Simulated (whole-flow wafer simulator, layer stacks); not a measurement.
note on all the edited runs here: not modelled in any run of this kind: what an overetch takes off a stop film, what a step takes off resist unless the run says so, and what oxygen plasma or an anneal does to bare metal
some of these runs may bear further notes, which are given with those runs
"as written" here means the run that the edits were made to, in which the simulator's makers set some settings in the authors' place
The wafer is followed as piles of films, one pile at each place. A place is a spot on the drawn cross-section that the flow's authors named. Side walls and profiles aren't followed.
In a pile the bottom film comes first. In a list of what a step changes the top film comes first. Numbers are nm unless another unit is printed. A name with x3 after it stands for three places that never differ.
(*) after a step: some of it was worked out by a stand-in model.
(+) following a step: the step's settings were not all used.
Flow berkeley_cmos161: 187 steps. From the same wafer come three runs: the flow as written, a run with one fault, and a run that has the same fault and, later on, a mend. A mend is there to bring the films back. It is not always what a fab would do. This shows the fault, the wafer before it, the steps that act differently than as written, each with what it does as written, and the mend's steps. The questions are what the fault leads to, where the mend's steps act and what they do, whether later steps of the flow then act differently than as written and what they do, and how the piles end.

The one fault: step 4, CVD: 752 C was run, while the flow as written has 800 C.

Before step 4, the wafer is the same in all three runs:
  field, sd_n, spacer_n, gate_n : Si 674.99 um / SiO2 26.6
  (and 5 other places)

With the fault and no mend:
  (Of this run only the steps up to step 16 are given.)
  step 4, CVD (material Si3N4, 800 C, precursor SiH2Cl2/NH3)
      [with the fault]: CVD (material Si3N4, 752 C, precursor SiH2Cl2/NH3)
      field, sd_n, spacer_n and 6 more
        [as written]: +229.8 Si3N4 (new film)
        [with the fault]: +121.6 Si3N4 (new film)
  Steps later in the flow that act otherwise than as written (not shown: 1 more step that differs only slightly, by at most 2% or 0.5 nm, whichever is larger):
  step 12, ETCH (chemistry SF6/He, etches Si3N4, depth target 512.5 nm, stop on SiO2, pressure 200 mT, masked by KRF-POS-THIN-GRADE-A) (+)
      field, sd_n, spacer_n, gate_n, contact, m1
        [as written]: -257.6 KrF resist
        [with the fault]: -140 KrF resist
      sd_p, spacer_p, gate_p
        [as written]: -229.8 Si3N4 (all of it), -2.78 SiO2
        [with the fault]: -121.6 Si3N4 (all of it), -2.78 SiO2
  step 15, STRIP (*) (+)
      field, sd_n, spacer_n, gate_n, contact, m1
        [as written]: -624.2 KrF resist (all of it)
        [with the fault]: -741.7 KrF resist (all of it)
  Once step 16 is done, the piles at field, sd_n, spacer_n, gate_n, contact, m1 depart from the flow's by more than 2% or 0.5 nm, whichever is larger.
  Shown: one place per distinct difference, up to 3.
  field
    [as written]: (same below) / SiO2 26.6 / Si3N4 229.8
    [with the fault]: (same below) / SiO2 26.6 / Si3N4 121.6

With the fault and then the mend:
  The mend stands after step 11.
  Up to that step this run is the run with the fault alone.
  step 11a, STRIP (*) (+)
      field, sd_n, spacer_n, gate_n, contact, m1
        -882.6 KrF resist (all of it)
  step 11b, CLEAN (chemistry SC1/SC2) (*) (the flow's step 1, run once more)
      does not change any film at any place that is followed
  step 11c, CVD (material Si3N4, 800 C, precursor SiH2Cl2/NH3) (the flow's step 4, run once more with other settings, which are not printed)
      field, sd_n, spacer_n and 6 more
        +108.2 Si3N4
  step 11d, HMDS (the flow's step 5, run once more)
      does not change any film at any place that is followed
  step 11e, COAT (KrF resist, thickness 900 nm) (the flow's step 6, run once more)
      field, sd_n, spacer_n and 6 more
        +900 KrF resist (new film)
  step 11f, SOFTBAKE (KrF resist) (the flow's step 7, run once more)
      does not change any film at any place that is followed
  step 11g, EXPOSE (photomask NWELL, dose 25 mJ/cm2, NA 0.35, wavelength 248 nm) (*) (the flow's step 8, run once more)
      does not change any film at any place that is followed
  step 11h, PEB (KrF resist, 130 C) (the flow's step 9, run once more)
      field, sd_n, spacer_n and 6 more
        -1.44 KrF resist
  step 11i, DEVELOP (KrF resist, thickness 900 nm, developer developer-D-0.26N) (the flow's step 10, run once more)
      field, sd_n, spacer_n, gate_n, contact, m1
        -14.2 KrF resist
      sd_p, spacer_p, gate_p
        -898.6 KrF resist (all of it)
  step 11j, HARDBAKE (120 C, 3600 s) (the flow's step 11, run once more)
      field, sd_n, spacer_n, gate_n, contact, m1
        -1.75 KrF resist
  Later steps of the flow that are run all act as written at every place that is followed.
  By the end, the piles equal the flow's at every place that both follow.
